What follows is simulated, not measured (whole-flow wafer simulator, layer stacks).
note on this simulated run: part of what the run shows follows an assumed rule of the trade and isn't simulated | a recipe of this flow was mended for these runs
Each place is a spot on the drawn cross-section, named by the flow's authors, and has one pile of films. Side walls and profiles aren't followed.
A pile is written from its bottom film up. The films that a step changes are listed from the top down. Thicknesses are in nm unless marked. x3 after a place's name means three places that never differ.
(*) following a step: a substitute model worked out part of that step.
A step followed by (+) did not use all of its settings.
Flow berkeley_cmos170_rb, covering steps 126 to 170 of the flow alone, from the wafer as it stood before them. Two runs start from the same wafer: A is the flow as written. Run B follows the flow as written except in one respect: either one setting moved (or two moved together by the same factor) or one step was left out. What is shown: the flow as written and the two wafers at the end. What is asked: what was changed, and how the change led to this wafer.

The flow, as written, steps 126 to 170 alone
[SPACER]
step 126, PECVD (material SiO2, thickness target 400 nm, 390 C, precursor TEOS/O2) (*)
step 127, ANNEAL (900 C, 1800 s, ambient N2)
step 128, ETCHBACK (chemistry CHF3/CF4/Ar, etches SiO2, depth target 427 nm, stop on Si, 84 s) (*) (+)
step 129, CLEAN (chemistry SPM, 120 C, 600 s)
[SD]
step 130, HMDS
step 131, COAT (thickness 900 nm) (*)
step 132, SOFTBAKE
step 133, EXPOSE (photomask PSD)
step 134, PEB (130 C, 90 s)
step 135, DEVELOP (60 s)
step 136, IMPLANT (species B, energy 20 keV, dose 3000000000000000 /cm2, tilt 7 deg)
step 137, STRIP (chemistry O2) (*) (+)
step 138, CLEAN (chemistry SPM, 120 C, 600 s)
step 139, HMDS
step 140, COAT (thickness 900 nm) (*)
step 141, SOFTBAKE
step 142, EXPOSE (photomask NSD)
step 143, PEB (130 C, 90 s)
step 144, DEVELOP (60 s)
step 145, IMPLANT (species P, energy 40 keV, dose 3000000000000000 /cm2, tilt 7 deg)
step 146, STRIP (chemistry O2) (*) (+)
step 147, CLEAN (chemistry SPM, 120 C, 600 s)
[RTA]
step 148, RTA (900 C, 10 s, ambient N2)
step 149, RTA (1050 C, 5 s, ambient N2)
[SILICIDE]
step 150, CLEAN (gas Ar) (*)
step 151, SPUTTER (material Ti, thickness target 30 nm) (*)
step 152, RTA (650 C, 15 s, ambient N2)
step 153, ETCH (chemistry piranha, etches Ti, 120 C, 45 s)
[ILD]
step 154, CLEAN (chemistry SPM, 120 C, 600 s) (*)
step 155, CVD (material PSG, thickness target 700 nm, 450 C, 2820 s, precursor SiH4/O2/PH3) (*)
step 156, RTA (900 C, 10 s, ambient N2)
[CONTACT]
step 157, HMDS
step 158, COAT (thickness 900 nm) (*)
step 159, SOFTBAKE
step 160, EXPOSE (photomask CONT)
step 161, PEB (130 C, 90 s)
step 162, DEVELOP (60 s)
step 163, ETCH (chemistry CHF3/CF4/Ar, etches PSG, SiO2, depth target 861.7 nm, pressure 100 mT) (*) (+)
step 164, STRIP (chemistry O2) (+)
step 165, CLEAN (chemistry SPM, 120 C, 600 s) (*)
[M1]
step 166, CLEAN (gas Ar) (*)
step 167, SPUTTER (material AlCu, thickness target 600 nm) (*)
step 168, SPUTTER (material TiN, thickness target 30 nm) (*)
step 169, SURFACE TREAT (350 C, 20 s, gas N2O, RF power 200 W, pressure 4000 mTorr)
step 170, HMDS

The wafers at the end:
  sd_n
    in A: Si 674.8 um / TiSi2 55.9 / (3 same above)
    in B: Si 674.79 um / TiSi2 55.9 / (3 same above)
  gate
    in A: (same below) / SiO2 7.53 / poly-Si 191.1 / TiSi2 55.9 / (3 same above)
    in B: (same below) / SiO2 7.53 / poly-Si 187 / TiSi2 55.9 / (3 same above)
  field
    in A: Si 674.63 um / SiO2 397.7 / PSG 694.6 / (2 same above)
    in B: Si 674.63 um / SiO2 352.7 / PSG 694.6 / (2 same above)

Cause: step 126, PECVD: thickness target 355 nm was run, while the flow as written has thickness target 400 nm.

The path from the change to this, step by step:
  step 126, PECVD (material SiO2, thickness target 400 nm, 390 C, precursor TEOS/O2) (*)
      field, sd_n, contact, m1: A SiO2 gains 400 | B SiO2 gains 355
      spacer_n, spacer_p: A SiO2 gains 385.3 | B SiO2 gains 342.2
      (also at 3 further places)
  step 128, ETCHBACK (chemistry CHF3/CF4/Ar, etches SiO2, depth target 427 nm, stop on Si, 84 s) (*) (+)
      gate, gate_p: A SiO2 loses 400 (all of it), chemical SiO2 loses 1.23 (all of it), poly-Si loses 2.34 | B SiO2 loses 355 (all of it), chemical SiO2 loses 1.23 (all of it), poly-Si loses 6.43
      sd_n: A SiO2 loses 406 (all of it), Si loses 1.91 | B SiO2 loses 361 (all of it), Si loses 6
      (also at 3 further places)
  step 131, COAT (thickness 900 nm) (*)
      sd_n: A KrF-resist gains 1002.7 (new film) | B KrF-resist gains 978.8 (new film)
      spacer_n: A KrF-resist gains 791.7 (new film) | B KrF-resist gains 811.2 (new film)
      (also at 5 further places)
  step 135, DEVELOP (60 s)
      sd_p: A KrF-resist loses 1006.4 (all of it) | B KrF-resist loses 985.6 (all of it)
      spacer_p: A KrF-resist loses 783.4 (all of it) | B KrF-resist loses 805 (all of it)
      (also at 1 further place)
  step 137, STRIP (chemistry O2) (*) (+)
      sd_n: A KrF-resist loses 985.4 (all of it), chemical SiO2 gains 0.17, Si loses 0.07 | B KrF-resist loses 961.7 (all of it), chemical SiO2 gains 0.17, Si loses 0.07
      spacer_n: A KrF-resist loses 775.1 (all of it) | B KrF-resist loses 794.5 (all of it)
      (also at 2 further places)
  step 140, COAT (thickness 900 nm) (*)
      sd_n: A KrF-resist gains 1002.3 (new film) | B KrF-resist gains 978.6 (new film)
      spacer_n: A KrF-resist gains 791.4 (new film) | B KrF-resist gains 810.4 (new film)
      (also at 5 further places)
  step 144, DEVELOP (60 s)
      sd_n: A KrF-resist loses 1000 (all of it) | B KrF-resist loses 976.4 (all of it)
      spacer_n: A KrF-resist loses 789.7 (all of it) | B KrF-resist loses 808.7 (all of it)
      (also at 2 further places)
  step 146, STRIP (chemistry O2) (*) (+)
      sd_p: A KrF-resist loses 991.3 (all of it), chemical SiO2 gains 0.07 | B KrF-resist loses 970.3 (all of it), chemical SiO2 gains 0.07
      spacer_p: A KrF-resist loses 768.5 (all of it) | B KrF-resist loses 789.5 (all of it)
      (also at 1 further place)
  step 151, SPUTTER (material Ti, thickness target 30 nm) (*)
      sd_p: A Ti gains 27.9 (new film) | B Ti gains 28.5 (new film)
  step 152, RTA (650 C, 15 s, ambient N2)
      sd_p: A Ti loses 21.8, TiSi first gains 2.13 (new film), TiSi2 C49 gains 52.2 (new film), Si loses 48 | B Ti loses 22.2, TiSi first gains 3.29 (new film), TiSi2 C49 gains 51.7 (new film), Si loses 48.3
  step 156, RTA (900 C, 10 s, ambient N2)
      sd_p: A under 1 film: TiSi2 gains 52 (new film), TiSi first loses 2.02 (all of it), TiSi2 C49 loses 52.2 (all of it), Si loses 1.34 | B under 1 film: TiSi2 gains 53.1 (new film), TiSi first loses 3.19 (all of it), TiSi2 C49 loses 51.7 (all of it), Si loses 2.12
  step 158, COAT (thickness 900 nm) (*)
      sd_n: A KrF-resist gains 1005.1 (new film) | B KrF-resist gains 979.7 (new film)
      gate: A KrF-resist gains 810 (new film) | B KrF-resist gains 781.6 (new film)
      (also at 4 further places)
  step 162, DEVELOP (60 s)
      contact: A KrF-resist loses 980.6 (all of it) | B KrF-resist loses 960.6 (all of it)
  step 164, STRIP (chemistry O2) (+)
      sd_n: A KrF-resist loses 772.5 (all of it) | B KrF-resist loses 747.1 (all of it)
      gate: A KrF-resist loses 577.9 (all of it) | B KrF-resist loses 549.6 (all of it)
      (also at 4 further places)
  step 167, SPUTTER (material AlCu, thickness target 600 nm) (*)
      sd_p: A AlCu gains 549.6 (new film) | B AlCu gains 571.5 (new film)
  step 168, SPUTTER (material TiN, thickness target 30 nm) (*)
      sd_p: A TiN gains 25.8 (new film) | B TiN gains 27 (new film)
